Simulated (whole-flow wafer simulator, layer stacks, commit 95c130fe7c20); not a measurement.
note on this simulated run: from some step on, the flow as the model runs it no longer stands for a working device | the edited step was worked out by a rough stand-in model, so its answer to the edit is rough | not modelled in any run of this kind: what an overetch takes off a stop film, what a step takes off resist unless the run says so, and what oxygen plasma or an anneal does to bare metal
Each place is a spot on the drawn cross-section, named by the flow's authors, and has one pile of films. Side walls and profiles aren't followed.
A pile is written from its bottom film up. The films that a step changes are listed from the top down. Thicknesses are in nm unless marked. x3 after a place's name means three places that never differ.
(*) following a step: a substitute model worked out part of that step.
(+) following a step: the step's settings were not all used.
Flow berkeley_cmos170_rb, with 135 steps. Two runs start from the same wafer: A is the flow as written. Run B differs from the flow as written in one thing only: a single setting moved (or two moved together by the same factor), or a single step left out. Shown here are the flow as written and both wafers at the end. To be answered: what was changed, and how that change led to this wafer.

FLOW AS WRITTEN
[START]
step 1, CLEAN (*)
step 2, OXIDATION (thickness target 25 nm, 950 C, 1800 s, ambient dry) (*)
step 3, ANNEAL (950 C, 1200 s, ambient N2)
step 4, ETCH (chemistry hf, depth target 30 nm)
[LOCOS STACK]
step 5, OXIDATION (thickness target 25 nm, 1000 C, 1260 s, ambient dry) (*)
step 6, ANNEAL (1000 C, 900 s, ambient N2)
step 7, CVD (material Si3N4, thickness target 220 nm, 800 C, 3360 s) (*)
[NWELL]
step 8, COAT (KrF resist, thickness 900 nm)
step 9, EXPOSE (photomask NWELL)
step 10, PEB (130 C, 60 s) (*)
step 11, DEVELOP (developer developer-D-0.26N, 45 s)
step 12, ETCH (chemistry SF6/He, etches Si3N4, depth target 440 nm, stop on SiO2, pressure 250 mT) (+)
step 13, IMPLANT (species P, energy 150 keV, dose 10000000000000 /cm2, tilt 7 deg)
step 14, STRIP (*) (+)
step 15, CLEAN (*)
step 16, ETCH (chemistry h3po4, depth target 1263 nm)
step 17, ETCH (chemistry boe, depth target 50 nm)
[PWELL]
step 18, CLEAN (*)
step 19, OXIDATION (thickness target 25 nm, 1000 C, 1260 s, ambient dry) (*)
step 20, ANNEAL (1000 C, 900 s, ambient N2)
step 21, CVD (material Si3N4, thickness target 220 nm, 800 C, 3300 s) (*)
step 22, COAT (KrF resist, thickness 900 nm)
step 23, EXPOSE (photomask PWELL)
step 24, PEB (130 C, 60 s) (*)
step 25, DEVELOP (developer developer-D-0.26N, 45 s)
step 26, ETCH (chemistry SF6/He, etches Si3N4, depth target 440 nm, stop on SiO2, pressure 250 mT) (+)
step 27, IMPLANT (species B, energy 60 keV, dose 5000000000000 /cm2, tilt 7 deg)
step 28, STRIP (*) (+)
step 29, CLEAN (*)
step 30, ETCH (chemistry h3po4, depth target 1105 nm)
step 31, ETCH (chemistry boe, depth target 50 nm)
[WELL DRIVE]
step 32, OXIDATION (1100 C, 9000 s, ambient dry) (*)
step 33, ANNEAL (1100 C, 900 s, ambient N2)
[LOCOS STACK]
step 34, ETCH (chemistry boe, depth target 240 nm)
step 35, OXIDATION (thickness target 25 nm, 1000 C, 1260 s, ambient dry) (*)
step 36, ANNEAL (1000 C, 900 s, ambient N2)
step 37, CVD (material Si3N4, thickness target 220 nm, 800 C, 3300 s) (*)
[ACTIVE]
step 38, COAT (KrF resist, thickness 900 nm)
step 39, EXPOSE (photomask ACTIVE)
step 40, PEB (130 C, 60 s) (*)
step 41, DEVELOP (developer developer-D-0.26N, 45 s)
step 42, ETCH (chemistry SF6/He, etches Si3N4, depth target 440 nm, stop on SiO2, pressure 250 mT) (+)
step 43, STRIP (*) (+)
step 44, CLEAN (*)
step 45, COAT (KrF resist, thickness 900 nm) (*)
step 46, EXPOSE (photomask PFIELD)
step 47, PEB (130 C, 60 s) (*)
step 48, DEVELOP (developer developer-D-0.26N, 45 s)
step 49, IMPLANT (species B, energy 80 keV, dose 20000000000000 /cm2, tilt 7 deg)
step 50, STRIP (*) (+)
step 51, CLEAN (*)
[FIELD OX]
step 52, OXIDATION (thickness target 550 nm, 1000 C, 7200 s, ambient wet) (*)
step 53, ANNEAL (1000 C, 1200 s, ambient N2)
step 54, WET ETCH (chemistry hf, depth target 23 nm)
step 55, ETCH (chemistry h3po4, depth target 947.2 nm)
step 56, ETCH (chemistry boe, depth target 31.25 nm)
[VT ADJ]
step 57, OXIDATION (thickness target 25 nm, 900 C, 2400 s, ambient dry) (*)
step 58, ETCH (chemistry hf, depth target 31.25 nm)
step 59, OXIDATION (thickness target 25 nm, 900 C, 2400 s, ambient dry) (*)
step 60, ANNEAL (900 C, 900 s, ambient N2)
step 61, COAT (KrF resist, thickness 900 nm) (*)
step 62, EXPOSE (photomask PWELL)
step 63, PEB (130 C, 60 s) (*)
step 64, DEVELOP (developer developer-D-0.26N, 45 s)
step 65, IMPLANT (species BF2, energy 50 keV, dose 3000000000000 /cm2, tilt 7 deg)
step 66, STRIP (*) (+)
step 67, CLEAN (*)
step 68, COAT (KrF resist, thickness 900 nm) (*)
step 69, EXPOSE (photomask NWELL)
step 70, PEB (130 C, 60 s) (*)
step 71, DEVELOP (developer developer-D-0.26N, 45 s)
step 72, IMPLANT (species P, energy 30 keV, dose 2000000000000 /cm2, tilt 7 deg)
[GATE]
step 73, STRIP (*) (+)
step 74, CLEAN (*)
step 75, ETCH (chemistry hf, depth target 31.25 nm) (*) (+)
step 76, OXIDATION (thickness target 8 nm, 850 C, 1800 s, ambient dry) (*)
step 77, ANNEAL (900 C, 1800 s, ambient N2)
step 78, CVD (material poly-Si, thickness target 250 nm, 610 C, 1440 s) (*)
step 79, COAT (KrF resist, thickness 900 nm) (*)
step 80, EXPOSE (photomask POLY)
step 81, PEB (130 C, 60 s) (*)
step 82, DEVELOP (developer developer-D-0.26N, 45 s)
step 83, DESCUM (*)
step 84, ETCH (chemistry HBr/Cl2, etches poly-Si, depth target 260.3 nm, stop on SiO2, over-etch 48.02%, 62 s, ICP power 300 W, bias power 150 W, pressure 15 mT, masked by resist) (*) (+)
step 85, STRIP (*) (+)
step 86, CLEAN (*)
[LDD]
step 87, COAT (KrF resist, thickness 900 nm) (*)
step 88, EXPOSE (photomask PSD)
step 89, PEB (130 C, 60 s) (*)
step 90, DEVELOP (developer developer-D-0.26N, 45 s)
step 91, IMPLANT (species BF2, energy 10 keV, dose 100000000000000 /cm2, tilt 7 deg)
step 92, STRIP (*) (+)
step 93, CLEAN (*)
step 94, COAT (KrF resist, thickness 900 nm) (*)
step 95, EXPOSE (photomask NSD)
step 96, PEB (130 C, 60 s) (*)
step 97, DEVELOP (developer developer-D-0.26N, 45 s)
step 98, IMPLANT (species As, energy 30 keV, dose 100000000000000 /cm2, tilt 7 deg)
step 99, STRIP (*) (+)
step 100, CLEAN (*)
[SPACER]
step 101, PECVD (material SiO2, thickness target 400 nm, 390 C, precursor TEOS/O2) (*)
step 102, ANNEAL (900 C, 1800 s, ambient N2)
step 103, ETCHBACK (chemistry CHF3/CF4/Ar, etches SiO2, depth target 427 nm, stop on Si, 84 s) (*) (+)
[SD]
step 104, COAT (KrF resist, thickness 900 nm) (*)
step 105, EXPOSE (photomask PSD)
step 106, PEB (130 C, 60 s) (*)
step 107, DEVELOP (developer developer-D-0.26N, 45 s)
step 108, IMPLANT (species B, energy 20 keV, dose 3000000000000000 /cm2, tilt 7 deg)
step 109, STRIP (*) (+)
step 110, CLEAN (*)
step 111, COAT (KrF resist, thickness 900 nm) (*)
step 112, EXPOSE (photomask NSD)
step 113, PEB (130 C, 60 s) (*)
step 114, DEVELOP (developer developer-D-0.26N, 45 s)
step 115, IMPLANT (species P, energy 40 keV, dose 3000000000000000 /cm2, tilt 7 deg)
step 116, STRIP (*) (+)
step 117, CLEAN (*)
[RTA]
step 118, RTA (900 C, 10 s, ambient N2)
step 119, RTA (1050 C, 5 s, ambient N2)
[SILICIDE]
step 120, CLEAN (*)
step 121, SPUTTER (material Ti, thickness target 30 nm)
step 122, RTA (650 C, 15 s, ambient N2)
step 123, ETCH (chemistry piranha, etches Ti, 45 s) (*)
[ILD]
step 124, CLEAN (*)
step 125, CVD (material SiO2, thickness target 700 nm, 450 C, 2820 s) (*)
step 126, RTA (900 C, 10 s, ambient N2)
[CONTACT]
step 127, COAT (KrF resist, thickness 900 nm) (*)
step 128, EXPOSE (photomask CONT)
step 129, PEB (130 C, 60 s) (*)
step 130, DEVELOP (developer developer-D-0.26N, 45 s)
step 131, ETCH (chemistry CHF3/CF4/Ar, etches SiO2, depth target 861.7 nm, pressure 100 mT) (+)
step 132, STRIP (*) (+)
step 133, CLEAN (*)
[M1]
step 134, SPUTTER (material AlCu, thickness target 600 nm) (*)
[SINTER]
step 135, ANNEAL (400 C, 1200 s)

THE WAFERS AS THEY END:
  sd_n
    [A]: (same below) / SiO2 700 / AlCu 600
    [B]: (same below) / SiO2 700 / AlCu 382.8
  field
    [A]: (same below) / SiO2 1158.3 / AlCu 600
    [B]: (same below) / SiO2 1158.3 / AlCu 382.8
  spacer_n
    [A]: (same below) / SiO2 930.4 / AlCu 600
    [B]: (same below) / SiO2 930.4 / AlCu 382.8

The reason: step 134, SPUTTER: thickness target 382.8 nm was run, though the flow has thickness target 600 nm.
The wafer lets one read it off: sd_n has AlCu 382.8, and step 134 as written asks for 600 nm.

How this came from the change, step by step:
  step 134, SPUTTER (material AlCu, thickness target 600 nm) (*)
      field, sd_n, spacer_n, gate, spacer_p, gate_p, m1: A +600 AlCu (new film) | B +382.8 AlCu (new film)
      sd_p: A +545.9 AlCu (new film) | B +342.4 AlCu (new film)
      (as well as at 1 more place)
